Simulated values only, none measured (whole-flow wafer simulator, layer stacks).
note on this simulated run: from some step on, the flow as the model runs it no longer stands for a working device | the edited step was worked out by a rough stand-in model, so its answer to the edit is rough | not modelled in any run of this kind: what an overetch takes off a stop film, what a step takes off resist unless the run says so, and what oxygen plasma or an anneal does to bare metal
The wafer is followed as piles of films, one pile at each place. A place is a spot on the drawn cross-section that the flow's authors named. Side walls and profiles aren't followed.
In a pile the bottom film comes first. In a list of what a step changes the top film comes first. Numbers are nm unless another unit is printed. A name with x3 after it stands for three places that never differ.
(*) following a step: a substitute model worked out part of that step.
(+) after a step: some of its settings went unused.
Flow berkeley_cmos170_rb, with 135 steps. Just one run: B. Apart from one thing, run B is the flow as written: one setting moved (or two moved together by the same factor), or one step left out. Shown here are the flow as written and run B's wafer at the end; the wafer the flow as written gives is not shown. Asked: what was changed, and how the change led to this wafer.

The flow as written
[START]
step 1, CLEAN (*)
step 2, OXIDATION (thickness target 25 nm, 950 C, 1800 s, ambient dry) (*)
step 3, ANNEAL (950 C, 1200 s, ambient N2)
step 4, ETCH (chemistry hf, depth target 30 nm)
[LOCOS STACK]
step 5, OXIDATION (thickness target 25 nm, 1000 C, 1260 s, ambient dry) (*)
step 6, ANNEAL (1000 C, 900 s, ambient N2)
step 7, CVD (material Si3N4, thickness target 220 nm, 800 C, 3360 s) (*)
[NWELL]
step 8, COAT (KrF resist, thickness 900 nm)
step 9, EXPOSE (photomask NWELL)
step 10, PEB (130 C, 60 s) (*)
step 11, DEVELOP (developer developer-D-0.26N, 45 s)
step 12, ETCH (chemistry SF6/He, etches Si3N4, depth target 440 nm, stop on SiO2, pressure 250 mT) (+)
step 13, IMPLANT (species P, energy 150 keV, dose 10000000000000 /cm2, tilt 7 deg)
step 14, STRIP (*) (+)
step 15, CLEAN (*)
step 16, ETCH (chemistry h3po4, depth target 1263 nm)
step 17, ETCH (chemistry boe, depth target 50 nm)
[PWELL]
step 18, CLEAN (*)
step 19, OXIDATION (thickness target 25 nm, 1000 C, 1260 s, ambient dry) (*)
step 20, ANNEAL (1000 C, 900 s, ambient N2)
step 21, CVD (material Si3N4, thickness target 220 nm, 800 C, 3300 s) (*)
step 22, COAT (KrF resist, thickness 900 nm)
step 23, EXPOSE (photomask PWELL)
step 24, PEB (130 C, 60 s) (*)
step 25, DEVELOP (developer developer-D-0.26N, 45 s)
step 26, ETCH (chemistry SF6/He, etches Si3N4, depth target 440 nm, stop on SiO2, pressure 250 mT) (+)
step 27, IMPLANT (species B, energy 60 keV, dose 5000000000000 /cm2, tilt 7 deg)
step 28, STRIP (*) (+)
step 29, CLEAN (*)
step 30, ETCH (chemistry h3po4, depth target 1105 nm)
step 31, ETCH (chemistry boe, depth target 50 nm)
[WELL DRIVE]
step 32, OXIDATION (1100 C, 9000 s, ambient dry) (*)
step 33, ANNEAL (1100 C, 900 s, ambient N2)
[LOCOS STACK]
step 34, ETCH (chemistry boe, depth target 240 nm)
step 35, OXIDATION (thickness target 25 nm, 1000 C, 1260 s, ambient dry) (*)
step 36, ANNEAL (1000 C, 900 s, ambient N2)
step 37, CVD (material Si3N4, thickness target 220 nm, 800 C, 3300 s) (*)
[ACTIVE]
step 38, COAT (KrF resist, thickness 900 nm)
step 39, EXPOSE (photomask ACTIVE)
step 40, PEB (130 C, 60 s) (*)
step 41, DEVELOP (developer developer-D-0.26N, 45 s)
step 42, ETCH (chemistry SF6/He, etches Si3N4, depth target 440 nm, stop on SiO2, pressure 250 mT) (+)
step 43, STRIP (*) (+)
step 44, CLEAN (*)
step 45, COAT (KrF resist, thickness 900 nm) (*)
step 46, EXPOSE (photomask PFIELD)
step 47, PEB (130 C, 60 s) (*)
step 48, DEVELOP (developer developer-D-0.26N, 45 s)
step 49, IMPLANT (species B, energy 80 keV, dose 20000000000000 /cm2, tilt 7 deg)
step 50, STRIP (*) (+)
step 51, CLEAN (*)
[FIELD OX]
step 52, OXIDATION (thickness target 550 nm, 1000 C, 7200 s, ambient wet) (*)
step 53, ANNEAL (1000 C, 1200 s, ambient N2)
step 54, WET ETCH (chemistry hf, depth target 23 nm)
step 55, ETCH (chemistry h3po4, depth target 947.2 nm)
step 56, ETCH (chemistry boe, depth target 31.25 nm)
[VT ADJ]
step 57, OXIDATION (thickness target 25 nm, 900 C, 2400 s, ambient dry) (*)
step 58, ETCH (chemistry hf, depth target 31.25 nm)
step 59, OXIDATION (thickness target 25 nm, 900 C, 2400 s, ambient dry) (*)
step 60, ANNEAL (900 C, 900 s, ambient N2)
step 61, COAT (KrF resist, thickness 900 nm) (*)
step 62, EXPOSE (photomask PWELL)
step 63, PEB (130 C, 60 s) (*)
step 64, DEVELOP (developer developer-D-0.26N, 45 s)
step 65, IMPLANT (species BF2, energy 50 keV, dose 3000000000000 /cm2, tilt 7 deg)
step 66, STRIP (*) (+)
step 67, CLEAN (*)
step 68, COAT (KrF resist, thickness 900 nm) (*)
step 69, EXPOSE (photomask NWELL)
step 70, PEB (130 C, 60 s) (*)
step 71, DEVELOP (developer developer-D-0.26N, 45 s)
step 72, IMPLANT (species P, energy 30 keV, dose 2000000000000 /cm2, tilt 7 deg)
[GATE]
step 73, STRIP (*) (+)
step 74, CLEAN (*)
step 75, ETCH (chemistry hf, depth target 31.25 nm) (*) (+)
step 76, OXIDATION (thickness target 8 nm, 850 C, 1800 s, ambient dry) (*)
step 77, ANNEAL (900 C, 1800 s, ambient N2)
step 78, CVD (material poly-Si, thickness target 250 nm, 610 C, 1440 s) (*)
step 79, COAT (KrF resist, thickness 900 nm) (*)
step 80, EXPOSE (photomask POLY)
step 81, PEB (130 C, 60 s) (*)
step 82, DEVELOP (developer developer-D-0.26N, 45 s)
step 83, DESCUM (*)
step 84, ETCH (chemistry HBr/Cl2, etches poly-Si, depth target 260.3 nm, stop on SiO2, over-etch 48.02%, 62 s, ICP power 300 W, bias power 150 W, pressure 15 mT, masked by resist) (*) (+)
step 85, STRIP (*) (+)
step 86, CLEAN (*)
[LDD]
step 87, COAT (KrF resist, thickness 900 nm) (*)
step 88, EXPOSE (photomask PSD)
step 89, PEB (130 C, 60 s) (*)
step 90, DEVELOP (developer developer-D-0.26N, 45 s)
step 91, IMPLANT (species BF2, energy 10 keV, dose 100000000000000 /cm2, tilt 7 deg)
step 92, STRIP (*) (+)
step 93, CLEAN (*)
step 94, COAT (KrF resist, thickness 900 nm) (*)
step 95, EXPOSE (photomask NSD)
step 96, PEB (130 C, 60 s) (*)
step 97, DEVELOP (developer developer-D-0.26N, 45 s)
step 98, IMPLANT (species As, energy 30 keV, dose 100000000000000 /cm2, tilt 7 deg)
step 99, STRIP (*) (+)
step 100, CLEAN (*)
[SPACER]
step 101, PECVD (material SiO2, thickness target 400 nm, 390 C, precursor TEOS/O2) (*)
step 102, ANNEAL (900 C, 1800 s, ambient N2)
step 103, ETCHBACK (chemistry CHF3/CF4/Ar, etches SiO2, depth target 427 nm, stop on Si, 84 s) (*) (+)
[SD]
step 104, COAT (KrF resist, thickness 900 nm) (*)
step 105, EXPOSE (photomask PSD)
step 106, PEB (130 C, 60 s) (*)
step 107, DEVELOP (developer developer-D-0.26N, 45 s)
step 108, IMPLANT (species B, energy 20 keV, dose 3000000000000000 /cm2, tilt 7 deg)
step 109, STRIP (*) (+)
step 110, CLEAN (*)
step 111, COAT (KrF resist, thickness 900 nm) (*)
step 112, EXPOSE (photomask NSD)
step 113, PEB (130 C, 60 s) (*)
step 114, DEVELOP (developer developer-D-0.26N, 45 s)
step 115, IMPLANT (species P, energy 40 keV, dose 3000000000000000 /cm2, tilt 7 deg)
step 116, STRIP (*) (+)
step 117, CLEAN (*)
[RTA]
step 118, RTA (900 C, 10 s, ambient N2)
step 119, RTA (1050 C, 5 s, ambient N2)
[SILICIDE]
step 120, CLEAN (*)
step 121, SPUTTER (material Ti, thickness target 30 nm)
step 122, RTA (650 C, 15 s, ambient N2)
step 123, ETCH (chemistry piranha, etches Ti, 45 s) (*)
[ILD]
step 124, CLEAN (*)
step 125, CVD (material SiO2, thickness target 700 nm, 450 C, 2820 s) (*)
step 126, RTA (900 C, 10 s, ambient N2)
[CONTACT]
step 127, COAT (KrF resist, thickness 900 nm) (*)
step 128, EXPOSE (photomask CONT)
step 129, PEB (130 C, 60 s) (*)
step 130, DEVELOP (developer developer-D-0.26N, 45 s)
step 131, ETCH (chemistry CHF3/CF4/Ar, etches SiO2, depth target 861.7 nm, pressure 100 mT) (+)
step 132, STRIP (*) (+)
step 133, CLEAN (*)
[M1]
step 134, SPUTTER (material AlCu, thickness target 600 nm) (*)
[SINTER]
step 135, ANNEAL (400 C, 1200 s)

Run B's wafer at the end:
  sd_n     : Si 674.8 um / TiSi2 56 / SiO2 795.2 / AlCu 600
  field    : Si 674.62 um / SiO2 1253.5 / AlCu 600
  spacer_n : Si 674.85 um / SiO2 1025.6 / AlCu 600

What caused this: step 125, CVD: thickness target 795.2 nm was run, whereas the flow has thickness target 700 nm; step 125, CVD: 3204 s was run, where the flow has 2820 s.
The wafer lets one read it off: sd_n has SiO2 795.2, and step 125 as written asks for 700 nm.

Step by step, how the change led to this:
  step 125, CVD (material SiO2, thickness target 700 nm, 450 C, 2820 s) (*)
      sd_n, gate, sd_p, gate_p, contact, m1: SiO2 gains 795.2 (new film) (as written it would have been: SiO2 gains 700 (new film))
      field, spacer_n, spacer_p: SiO2 gains 795.2 (as written it would have been: SiO2 gains 700)
  step 131, ETCH (chemistry CHF3/CF4/Ar, etches SiO2, depth target 861.7 nm, pressure 100 mT) (+)
      contact: SiO2 loses 795.2 (all of it), TiSi2 loses 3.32 (as written it would have been: SiO2 loses 700 (all of it), TiSi2 loses 8.08)
  step 134, SPUTTER (material AlCu, thickness target 600 nm) (*)
      contact: AlCu gains 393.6 (new film) (as written it would have been: AlCu gains 415.1 (new film))
